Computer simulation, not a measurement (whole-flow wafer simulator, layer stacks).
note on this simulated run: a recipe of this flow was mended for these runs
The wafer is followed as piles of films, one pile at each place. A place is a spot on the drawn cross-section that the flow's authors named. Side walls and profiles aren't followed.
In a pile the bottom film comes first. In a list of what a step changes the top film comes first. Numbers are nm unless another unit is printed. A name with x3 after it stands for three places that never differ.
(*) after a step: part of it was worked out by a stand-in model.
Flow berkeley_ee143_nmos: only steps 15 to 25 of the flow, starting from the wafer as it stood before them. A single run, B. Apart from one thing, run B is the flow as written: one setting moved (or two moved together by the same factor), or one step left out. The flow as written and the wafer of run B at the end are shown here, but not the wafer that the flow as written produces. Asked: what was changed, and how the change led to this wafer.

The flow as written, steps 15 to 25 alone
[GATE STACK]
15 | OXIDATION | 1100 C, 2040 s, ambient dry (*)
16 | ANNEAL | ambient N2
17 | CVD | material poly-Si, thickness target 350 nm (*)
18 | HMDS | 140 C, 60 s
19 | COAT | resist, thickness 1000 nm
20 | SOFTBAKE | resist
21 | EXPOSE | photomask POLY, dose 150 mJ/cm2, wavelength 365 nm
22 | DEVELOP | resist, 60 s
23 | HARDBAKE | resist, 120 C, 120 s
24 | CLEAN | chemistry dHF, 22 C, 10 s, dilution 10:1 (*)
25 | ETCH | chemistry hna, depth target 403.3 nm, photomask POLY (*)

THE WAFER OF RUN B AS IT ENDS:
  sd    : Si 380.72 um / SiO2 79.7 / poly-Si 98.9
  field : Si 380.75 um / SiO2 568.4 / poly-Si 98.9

The reason: step 25, ETCH: depth target 251.1 nm was run, though the flow has depth target 403.3 nm.

The path from the change to this, step by step:
  25 | ETCH | chemistry hna, depth target 403.3 nm, photomask POLY (*)
      sd, contact, field: -251.1 poly-Si (it would be, as written: -350 poly-Si (all of it), -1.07 SiO2)
